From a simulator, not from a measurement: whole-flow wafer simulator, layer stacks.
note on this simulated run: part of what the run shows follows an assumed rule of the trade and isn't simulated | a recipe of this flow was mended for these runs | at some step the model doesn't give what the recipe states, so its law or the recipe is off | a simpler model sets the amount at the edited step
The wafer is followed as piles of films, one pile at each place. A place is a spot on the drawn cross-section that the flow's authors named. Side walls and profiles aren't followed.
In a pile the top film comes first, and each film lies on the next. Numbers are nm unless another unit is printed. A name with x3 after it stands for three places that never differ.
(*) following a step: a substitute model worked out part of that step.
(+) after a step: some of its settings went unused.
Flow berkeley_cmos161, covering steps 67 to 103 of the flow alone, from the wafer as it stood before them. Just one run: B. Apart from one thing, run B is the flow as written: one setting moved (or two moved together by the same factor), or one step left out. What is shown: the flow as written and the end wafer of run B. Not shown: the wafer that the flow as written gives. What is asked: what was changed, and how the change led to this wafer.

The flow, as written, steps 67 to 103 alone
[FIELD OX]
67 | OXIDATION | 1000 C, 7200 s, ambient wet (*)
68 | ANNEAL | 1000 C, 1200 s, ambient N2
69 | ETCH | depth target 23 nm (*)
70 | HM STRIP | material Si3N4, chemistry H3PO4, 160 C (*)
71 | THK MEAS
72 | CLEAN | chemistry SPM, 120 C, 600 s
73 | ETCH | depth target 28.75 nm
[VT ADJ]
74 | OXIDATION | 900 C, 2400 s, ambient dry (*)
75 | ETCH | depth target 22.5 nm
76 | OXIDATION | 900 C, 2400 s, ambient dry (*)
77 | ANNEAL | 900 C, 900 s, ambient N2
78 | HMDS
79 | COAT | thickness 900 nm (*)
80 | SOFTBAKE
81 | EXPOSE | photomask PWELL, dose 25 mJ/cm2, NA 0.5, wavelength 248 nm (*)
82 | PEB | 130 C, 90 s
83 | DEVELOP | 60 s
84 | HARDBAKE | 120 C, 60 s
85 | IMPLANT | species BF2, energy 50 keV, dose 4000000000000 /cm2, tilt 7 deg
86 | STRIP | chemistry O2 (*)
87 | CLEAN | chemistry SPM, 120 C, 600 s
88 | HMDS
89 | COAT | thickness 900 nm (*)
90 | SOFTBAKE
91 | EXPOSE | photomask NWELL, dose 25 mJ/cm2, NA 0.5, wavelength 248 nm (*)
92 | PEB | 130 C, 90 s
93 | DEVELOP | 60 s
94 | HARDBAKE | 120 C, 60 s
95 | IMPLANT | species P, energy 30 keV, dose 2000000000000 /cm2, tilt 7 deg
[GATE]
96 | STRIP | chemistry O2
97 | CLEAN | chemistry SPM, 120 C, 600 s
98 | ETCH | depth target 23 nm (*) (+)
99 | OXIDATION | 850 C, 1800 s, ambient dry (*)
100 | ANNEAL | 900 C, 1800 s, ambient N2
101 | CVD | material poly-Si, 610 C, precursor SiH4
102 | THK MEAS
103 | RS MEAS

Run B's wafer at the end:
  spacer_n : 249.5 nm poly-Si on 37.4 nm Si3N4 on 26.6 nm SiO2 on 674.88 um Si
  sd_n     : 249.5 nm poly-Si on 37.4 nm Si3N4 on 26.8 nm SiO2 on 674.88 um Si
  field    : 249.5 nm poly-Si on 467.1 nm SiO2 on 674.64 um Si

The reason: step 70, HM STRIP: 128 C was run, whereas the flow has 160 C.

The path from the change to this, step by step:
  70 | HM STRIP | material Si3N4, chemistry H3PO4, 160 C (*)
      sd_n, spacer_n, gate_n, sd_p, spacer_p, gate_p, contact, m1: Si3N4 loses 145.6 (as written it would have been: Si3N4 loses 186.8 (all of it), SiO2 loses 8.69)
      field: SiO2 loses 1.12 (as written it would have been: SiO2 loses 14.5)
  73 | ETCH | depth target 28.75 nm
      spacer_n, gate_n, spacer_p, gate_p, contact, m1: Si3N4 loses 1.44 (as written it would have been: SiO2 loses 17.9 (all of it))
      sd_n, sd_p: Si3N4 loses 1.44 (as written it would have been: SiO2 loses 18.1 (all of it))
  74 | OXIDATION | 900 C, 2400 s, ambient dry (*)
      sd_n, spacer_n, gate_n, sd_p, spacer_p, gate_p, contact, m1: nothing (as written it would have been: SiO2 gains 14.9 (new film), Si loses 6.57)
  75 | ETCH | depth target 22.5 nm
      sd_n, spacer_n, gate_n, sd_p, spacer_p, gate_p, contact, m1: Si3N4 loses 1.12 (as written it would have been: SiO2 loses 14.9 (all of it))
  76 | OXIDATION | 900 C, 2400 s, ambient dry (*)
      sd_n, spacer_n, gate_n, sd_p, spacer_p, gate_p, contact, m1: nothing (as written it would have been: SiO2 gains 14.9 (new film), Si loses 6.57)
  79 | COAT | thickness 900 nm (*)
      sd_n: KrF-resist gains 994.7 (new film) (as written it would have been: KrF-resist gains 1020.9 (new film))
      sd_p: KrF-resist gains 978.1 (new film) (as written it would have been: KrF-resist gains 999.3 (new film))
      (and at 1 other place as well)
  83 | DEVELOP | 60 s
      sd_n: KrF-resist loses 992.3 (all of it) (as written it would have been: KrF-resist loses 1018.4 (all of it))
      m1: KrF-resist loses 992.4 (all of it) (as written it would have been: KrF-resist loses 1018 (all of it))
  84 | HARDBAKE | 120 C, 60 s
      sd_p: KrF-resist loses 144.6 (as written it would have been: KrF-resist loses 147.7)
  86 | STRIP | chemistry O2 (*)
      sd_p: KrF-resist loses 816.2 (all of it) (as written it would have been: KrF-resist loses 834.2 (all of it))
  89 | COAT | thickness 900 nm (*)
      sd_n: KrF-resist gains 994.7 (new film) (as written it would have been: KrF-resist gains 1020.9 (new film))
      sd_p: KrF-resist gains 978.1 (new film) (as written it would have been: KrF-resist gains 999.3 (new film))
      (and at 1 other place as well)
  93 | DEVELOP | 60 s
      sd_p: KrF-resist loses 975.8 (all of it) (as written it would have been: KrF-resist loses 996.9 (all of it))
  94 | HARDBAKE | 120 C, 60 s
      sd_n: KrF-resist loses 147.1 (as written it would have been: KrF-resist loses 151)
      m1: KrF-resist loses 147.1 (as written it would have been: KrF-resist loses 150.9)
  96 | STRIP | chemistry O2
      sd_n: KrF-resist loses 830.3 (all of it) (as written it would have been: KrF-resist loses 852.5 (all of it))
      contact: KrF-resist loses 813.6 (all of it) (as written it would have been: KrF-resist loses 830.3 (all of it))
      (and at 1 other place as well)
  98 | ETCH | depth target 23 nm (*) (+)
      sd_n, spacer_n, gate_n, sd_p, spacer_p, gate_p, contact, m1: Si3N4 loses 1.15 (as written it would have been: SiO2 loses 14.9 (all of it))
  99 | OXIDATION | 850 C, 1800 s, ambient dry (*)
      sd_n, spacer_n, gate_n, sd_p, spacer_p, gate_p, contact, m1: nothing (as written it would have been: SiO2 gains 7.48 (new film), Si loses 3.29)
